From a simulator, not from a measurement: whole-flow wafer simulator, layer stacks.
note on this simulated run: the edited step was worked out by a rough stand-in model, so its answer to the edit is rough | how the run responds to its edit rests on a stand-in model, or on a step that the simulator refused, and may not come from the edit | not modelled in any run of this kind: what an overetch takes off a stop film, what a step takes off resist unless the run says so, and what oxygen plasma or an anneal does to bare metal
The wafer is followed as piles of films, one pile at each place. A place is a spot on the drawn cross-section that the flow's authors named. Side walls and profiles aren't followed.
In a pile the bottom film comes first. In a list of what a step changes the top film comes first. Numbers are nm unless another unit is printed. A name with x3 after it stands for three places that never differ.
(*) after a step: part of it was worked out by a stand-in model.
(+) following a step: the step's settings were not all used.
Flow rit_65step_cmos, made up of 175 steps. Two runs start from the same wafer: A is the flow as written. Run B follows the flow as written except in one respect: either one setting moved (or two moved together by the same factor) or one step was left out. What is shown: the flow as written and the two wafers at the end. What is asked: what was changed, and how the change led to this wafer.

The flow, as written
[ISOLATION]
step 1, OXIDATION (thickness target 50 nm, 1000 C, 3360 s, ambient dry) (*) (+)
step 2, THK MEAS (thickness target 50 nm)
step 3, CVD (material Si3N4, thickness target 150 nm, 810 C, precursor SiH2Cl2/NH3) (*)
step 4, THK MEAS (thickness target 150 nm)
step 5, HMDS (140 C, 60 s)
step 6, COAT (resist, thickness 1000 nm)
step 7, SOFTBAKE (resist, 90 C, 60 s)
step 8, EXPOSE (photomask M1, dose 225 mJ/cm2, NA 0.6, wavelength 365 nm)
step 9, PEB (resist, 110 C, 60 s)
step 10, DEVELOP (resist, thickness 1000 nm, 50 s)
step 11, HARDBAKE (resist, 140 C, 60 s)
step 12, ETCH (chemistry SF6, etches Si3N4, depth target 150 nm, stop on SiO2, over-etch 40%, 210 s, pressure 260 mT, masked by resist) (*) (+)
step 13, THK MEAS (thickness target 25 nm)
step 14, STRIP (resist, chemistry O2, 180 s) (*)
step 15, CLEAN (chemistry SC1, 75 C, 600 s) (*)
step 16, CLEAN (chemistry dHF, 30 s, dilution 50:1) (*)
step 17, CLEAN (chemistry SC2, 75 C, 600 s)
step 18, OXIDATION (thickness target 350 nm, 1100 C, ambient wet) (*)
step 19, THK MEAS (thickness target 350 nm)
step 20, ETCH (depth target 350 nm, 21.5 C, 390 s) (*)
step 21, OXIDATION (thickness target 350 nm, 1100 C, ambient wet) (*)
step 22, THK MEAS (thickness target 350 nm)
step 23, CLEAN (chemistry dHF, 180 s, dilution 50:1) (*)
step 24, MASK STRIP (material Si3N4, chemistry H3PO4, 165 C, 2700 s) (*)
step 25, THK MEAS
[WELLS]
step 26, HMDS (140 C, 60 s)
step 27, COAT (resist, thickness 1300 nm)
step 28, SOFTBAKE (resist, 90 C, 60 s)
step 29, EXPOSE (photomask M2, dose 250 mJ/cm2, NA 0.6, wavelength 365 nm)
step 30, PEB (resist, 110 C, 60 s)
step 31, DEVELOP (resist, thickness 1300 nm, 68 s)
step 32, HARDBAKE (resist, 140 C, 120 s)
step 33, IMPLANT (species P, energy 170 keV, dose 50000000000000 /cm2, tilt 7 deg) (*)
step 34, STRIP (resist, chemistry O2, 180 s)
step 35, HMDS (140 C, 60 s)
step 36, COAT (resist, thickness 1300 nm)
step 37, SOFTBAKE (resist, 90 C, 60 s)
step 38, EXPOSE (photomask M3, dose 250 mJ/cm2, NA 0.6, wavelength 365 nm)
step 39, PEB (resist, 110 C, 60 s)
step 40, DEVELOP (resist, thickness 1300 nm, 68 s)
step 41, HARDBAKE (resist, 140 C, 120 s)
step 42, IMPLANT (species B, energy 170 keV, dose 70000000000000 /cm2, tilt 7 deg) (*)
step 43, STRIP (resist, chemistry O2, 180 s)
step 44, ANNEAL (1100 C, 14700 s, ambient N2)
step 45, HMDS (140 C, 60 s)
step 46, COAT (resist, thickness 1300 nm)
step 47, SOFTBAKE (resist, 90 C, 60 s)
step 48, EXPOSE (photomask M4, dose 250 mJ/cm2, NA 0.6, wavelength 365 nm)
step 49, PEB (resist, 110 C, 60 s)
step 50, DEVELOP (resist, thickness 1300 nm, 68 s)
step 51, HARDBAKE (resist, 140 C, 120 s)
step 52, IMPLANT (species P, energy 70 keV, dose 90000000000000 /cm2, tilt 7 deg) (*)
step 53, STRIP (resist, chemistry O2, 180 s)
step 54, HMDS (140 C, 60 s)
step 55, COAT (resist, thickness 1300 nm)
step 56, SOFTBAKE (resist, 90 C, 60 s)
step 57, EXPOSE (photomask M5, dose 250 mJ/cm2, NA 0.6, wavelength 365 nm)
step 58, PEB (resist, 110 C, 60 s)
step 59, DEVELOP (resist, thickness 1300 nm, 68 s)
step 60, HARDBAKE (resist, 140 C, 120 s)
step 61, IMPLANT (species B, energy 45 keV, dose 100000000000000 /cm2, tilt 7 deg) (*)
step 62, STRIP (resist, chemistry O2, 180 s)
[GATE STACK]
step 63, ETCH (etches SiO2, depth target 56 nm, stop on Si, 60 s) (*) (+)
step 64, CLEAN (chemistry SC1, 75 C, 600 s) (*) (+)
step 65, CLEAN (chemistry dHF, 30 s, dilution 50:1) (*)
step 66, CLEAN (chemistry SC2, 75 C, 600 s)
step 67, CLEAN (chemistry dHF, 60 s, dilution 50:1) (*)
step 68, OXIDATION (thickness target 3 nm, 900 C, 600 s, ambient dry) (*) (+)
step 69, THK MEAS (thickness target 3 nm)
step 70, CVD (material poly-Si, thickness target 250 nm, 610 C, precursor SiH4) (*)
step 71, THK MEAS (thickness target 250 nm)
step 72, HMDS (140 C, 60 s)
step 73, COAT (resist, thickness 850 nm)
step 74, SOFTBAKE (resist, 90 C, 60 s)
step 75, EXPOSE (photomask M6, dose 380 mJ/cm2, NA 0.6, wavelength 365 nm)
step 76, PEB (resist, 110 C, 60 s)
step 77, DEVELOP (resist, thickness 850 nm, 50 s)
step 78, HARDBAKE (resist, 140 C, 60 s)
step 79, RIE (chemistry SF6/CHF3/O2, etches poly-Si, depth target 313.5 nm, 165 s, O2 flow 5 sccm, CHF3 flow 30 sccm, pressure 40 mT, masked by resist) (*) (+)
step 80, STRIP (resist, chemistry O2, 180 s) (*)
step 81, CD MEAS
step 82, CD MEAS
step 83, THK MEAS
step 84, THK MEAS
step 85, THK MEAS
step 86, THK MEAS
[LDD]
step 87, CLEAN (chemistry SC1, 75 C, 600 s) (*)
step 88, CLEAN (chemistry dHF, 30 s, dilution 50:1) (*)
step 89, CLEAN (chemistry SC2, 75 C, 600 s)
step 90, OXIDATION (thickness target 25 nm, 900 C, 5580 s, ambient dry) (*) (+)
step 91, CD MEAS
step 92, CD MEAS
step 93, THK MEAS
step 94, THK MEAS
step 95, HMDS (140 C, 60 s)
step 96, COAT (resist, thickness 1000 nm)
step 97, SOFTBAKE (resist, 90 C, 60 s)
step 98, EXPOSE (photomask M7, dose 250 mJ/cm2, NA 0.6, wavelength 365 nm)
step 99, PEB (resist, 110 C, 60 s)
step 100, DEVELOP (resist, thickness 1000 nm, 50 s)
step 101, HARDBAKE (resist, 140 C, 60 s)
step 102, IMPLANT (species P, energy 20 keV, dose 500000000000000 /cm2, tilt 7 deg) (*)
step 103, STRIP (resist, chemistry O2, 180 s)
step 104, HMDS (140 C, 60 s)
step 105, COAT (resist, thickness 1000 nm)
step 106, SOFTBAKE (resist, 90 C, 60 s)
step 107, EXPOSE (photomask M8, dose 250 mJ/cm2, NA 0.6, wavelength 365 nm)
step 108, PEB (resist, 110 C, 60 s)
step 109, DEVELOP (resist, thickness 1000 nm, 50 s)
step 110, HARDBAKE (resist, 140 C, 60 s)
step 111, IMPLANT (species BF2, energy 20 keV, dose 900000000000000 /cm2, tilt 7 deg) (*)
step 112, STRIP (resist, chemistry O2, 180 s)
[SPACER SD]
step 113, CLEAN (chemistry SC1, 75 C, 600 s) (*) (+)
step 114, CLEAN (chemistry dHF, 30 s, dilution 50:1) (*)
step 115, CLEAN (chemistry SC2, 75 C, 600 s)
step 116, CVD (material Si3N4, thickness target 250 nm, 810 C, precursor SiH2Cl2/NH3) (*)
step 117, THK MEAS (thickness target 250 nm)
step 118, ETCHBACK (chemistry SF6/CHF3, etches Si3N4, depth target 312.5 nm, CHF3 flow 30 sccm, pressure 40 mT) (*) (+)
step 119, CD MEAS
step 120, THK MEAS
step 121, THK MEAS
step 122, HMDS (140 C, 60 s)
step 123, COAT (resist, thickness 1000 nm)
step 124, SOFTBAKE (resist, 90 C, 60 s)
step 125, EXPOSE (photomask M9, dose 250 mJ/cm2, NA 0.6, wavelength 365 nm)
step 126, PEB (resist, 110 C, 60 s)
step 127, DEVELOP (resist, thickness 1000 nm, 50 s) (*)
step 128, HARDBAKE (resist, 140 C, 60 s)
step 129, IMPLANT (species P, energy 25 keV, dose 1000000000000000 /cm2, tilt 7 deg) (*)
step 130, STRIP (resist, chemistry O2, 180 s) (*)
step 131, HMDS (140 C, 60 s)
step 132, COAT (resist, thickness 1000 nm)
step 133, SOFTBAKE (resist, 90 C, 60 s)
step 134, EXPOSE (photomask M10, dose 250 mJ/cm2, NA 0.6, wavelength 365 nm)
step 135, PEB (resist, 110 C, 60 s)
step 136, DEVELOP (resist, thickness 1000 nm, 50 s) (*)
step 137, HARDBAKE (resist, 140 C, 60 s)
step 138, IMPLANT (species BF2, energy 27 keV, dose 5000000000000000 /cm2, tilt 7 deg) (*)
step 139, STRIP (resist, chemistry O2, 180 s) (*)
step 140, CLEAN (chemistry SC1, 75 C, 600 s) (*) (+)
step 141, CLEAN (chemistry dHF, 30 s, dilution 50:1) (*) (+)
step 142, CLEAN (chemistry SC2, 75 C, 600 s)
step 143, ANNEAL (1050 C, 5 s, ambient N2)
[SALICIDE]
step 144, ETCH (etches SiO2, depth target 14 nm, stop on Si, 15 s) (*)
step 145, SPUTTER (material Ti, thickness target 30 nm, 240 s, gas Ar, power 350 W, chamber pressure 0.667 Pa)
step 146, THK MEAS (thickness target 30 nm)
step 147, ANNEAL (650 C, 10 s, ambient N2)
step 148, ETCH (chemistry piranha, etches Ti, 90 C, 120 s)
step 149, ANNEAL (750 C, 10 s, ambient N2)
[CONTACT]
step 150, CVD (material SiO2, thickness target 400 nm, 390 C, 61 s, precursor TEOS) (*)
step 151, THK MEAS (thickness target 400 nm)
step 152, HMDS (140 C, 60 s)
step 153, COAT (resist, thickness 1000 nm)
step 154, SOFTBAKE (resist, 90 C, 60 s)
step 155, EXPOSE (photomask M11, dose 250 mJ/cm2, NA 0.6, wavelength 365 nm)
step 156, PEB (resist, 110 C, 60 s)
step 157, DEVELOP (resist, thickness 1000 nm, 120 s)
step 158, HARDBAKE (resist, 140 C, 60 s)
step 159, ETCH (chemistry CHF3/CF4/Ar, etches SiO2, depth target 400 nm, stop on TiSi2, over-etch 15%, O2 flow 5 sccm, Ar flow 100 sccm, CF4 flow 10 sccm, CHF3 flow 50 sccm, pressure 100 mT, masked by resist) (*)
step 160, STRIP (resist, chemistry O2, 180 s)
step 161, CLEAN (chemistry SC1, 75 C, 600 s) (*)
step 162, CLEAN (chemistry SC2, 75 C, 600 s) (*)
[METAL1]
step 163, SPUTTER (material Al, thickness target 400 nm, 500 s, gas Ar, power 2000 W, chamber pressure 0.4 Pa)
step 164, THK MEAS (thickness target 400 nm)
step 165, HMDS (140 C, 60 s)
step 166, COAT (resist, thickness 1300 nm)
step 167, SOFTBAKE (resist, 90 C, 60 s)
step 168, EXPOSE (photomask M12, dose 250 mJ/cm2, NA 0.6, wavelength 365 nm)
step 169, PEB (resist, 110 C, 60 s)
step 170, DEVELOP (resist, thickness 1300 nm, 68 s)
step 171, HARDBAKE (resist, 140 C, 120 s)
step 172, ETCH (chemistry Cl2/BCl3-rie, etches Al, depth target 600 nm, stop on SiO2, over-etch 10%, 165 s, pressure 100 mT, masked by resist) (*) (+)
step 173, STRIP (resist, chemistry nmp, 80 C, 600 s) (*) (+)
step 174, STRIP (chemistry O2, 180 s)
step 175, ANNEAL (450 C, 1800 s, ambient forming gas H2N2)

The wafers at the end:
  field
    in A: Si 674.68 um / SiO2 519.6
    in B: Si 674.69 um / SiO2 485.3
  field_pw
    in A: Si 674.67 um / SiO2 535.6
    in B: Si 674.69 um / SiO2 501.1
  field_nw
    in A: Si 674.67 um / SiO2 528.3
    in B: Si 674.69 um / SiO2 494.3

The reason: step 21, OXIDATION: thickness target 315 nm was run, whereas the flow has thickness target 350 nm.

The path from the change to this, step by step:
  step 21, OXIDATION (thickness target 350 nm, 1100 C, ambient wet) (*)
      active_n, active_p, gate_n and 7 more: A SiO2 gains 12 (new film), Si3N4 loses 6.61 | B SiO2 gains 10.4 (new film), Si3N4 loses 5.76
      field, field_pw, field_nw, field_p: A SiO2 gains 350 (new film), Si loses 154 | B SiO2 gains 315 (new film), Si loses 138.6
  step 23, CLEAN (chemistry dHF, 180 s, dilution 50:1) (*)
      active_n, active_p, gate_n and 7 more: A SiO2 loses 12 (all of it), Si3N4 loses 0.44 | B SiO2 loses 10.4 (all of it), Si3N4 loses 0.58
  step 90, OXIDATION (thickness target 25 nm, 900 C, 5580 s, ambient dry) (*) (+)
      field, field_pw: A SiO2 gains 6.57, Si loses 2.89 | B SiO2 gains 7.27, Si loses 3.2
      field_nw, field_p: A SiO2 gains 6.7, Si loses 2.95 | B SiO2 gains 7.42, Si loses 3.27
